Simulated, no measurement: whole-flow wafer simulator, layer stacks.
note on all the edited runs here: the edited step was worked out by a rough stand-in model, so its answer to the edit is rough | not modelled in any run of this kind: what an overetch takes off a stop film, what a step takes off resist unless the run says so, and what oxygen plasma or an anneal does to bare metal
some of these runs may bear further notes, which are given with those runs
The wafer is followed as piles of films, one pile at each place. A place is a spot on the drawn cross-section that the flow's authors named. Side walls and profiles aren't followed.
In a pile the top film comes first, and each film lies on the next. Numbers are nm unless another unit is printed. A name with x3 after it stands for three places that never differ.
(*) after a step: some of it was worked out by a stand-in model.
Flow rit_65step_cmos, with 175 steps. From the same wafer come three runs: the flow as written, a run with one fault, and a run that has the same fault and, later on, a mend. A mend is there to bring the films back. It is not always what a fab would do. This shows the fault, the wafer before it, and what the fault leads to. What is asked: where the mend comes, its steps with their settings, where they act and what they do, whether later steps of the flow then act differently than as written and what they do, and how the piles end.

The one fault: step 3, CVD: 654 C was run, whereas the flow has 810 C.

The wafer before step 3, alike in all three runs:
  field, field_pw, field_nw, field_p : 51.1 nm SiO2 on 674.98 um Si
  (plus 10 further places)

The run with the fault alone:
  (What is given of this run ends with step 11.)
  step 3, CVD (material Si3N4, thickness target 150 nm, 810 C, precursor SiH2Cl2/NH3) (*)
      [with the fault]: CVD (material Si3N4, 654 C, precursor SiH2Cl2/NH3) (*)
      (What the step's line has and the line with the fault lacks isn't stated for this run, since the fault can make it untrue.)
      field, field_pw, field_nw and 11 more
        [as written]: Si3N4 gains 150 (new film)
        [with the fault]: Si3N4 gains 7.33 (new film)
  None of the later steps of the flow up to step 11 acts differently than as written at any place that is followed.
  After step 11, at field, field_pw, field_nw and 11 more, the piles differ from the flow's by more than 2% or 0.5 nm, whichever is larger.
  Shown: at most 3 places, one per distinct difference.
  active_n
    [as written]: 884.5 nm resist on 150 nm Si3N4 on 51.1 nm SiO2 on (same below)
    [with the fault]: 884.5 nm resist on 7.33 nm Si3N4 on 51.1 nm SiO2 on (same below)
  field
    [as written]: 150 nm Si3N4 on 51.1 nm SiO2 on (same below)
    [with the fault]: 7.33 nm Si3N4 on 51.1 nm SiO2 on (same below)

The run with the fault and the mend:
  After step 11 comes the mend.
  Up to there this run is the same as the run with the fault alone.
  step 11a, STRIP (resist, chemistry O2, 180 s) (*)
      active_n, active_p, gate_n and 7 more
        resist loses 884.5 (all of it)
  step 11b, CLEAN (chemistry SC2, 75 C, 600 s)
      leaves every film unchanged at each place that is followed
  step 11c, CVD (material Si3N4, thickness target 143 nm, 810 C, precursor SiH2Cl2/NH3) (*) (the flow's step 3 again, with other settings)
      field, field_pw, field_nw and 11 more
        Si3N4 gains 143
  step 11d, HMDS (140 C, 60 s) (the flow's step 5 again)
      leaves every film unchanged at each place that is followed
  step 11e, COAT (resist, thickness 1000 nm) (the flow's step 6 again)
      field, field_pw, field_nw and 11 more
        resist gains 1000 (new film)
  step 11f, SOFTBAKE (resist, 90 C, 60 s) (the flow's step 7 again)
      leaves every film unchanged at each place that is followed
  step 11g, EXPOSE (photomask M1, dose 225 mJ/cm2, NA 0.6, wavelength 365 nm) (the flow's step 8 again)
      leaves every film unchanged at each place that is followed
  step 11h, PEB (resist, 110 C, 60 s) (the flow's step 9 again)
      field, field_pw, field_nw and 11 more
        resist loses 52
  step 11i, DEVELOP (resist, thickness 1000 nm, 50 s) (the flow's step 10 again)
      field, field_pw, field_nw, field_p
        resist loses 948 (all of it)
  step 11j, HARDBAKE (resist, 140 C, 60 s) (the flow's step 11 again)
      active_n, active_p, gate_n and 7 more
        resist loses 63.5
  None of the later steps of the flow differs from how it acts as written, at any place that is followed, by more than 2% or 0.5 nm, whichever is larger.
  At every place that both follow, the piles at the end match the flow's.
